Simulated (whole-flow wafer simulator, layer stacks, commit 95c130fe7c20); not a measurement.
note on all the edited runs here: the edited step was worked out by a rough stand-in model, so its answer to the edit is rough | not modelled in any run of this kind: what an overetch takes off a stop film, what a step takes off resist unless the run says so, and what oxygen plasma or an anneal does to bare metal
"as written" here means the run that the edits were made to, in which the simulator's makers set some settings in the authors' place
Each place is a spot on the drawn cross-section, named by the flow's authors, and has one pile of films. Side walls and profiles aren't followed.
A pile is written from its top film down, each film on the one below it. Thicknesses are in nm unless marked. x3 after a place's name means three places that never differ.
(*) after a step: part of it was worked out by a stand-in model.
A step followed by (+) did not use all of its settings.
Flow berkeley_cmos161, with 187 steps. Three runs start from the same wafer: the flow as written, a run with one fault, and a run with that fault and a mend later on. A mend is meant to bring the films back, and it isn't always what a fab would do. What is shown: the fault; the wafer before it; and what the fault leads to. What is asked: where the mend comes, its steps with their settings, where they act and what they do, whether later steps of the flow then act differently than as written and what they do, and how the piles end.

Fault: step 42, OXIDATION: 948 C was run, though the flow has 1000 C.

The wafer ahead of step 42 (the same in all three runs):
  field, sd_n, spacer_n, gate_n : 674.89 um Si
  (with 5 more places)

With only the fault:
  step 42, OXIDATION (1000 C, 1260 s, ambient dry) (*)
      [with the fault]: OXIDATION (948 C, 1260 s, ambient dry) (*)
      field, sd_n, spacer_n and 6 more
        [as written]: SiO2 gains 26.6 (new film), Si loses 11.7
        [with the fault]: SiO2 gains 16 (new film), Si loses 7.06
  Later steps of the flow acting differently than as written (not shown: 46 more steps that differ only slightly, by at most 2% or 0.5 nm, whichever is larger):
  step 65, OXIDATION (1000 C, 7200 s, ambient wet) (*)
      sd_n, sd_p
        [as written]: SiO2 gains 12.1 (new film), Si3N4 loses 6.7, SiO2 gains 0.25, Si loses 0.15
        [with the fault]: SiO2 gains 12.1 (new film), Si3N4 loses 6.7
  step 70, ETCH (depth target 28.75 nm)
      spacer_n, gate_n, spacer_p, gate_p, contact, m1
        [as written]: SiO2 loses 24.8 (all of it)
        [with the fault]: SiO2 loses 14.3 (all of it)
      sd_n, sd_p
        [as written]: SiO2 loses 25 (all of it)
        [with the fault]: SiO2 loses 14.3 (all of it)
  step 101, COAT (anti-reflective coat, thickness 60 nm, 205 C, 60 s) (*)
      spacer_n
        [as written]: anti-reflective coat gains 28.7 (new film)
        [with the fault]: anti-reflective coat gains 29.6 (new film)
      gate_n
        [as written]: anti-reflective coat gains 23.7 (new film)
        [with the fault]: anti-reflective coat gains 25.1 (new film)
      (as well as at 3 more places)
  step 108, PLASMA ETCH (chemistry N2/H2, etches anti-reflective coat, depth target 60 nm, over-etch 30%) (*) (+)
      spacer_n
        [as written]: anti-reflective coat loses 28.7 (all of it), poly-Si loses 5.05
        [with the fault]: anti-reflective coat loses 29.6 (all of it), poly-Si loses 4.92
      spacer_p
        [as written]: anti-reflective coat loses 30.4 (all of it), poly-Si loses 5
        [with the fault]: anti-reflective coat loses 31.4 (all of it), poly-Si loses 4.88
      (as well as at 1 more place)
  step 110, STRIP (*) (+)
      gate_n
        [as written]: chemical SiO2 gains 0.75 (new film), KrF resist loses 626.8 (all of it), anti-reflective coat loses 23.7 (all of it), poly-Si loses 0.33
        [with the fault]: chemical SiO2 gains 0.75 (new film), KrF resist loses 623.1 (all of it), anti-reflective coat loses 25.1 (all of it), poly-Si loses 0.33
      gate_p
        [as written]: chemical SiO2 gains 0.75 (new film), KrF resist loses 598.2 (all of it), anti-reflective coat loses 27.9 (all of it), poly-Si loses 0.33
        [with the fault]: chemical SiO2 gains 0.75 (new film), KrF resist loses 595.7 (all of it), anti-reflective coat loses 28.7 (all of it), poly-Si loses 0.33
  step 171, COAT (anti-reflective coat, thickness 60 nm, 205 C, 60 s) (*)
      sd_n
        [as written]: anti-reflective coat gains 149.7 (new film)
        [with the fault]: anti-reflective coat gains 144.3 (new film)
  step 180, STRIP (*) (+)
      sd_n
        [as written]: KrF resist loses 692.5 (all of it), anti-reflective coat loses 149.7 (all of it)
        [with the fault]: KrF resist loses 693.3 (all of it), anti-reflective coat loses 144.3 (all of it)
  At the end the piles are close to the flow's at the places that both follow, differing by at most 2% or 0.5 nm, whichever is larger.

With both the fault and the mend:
  The mend follows step 43.
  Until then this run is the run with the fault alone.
  step 43a, OXIDATION (1000 C, 640 s, ambient dry) (*) (a further turn of the flow's step 42, with different settings)
      field, sd_n, spacer_n and 6 more
        SiO2 gains 10.5, Si loses 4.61
  Every later step of the flow that is run acts as written, at every place that is followed, to within 2% or 0.5 nm, whichever is larger.
  By the end, the piles equal the flow's at every place that both follow.
